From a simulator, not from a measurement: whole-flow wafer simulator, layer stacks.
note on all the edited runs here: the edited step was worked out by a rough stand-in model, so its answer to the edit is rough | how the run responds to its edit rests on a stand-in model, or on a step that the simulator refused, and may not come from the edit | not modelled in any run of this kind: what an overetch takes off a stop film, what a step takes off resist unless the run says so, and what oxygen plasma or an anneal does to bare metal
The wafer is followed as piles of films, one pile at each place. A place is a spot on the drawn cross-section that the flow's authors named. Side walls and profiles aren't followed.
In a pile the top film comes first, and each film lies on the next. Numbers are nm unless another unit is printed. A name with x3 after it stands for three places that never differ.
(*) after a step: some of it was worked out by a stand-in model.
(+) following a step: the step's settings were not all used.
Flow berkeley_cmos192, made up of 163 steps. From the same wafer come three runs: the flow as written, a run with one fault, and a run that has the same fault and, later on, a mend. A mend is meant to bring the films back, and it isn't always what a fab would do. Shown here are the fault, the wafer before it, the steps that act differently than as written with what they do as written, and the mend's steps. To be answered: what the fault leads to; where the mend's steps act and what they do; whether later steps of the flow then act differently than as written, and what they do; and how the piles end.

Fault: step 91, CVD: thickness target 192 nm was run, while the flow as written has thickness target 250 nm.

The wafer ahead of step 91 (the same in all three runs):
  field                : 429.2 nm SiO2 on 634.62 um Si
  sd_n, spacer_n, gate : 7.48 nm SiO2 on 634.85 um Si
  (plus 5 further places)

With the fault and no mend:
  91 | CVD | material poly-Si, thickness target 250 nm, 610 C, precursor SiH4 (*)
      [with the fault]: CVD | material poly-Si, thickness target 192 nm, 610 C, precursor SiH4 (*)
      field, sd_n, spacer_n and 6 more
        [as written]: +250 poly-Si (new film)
        [with the fault]: +192 poly-Si (new film)
  Steps later in the flow that act otherwise than as written (not shown: 20 more steps that differ only slightly, by at most 2% or 0.5 nm, whichever is larger):
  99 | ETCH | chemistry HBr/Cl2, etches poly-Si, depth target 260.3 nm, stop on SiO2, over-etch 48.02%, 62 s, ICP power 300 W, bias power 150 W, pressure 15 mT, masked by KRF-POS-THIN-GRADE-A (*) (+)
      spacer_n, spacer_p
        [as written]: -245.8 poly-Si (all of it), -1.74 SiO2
        [with the fault]: -187.7 poly-Si (all of it), -6.21 SiO2
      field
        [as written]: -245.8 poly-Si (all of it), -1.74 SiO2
        [with the fault]: -187.8 poly-Si (all of it), -6.2 SiO2
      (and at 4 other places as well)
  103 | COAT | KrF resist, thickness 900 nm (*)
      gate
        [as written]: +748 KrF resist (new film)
        [with the fault]: +794.5 KrF resist (new film)
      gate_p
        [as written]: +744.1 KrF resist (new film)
        [with the fault]: +790.5 KrF resist (new film)
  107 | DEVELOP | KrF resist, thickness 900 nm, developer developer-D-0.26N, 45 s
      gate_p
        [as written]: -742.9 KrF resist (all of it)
        [with the fault]: -789.3 KrF resist (all of it)
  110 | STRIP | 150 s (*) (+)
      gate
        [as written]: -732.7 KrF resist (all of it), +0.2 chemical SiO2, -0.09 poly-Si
        [with the fault]: -779 KrF resist (all of it), +0.2 chemical SiO2, -0.09 poly-Si
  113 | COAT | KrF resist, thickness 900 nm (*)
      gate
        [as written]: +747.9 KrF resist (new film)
        [with the fault]: +794.4 KrF resist (new film)
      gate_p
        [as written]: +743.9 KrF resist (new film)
        [with the fault]: +790.3 KrF resist (new film)
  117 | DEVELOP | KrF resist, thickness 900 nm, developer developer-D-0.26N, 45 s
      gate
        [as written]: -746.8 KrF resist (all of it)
        [with the fault]: -793.1 KrF resist (all of it)
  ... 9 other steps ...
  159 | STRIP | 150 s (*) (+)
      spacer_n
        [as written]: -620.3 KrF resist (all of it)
        [with the fault]: -651.2 KrF resist (all of it)
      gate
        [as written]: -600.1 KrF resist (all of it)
        [with the fault]: -628 KrF resist (all of it)
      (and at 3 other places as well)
  At spacer_n, gate, spacer_p, gate_p, the piles at the end differ from the flow's by more than 2% or 0.5 nm, whichever is larger.
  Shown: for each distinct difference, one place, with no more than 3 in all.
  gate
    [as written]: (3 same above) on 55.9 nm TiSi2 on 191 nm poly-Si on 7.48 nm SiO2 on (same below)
    [with the fault]: (3 same above) on 55.9 nm TiSi2 on 133 nm poly-Si on 7.48 nm SiO2 on (same below)
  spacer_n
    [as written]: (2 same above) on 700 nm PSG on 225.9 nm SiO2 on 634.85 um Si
    [with the fault]: (2 same above) on 700 nm PSG on 167.9 nm SiO2 on 634.85 um Si
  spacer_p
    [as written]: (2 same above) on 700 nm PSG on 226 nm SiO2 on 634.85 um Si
    [with the fault]: (2 same above) on 700 nm PSG on 168 nm SiO2 on 634.85 um Si

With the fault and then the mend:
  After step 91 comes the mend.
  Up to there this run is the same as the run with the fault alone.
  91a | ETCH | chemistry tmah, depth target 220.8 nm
      field, sd_n, spacer_n and 6 more
        -192 poly-Si (all of it)
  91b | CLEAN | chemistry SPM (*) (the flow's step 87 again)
      alters no film at any place that is followed
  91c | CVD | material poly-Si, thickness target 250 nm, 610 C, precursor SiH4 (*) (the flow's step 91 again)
      field, sd_n, spacer_n and 6 more
        +250 poly-Si (new film)
  None of the later steps of the flow differs from how it acts as written, at any place that is followed, by more than 2% or 0.5 nm, whichever is larger.
  At every place that both follow, the piles at the end match the flow's.
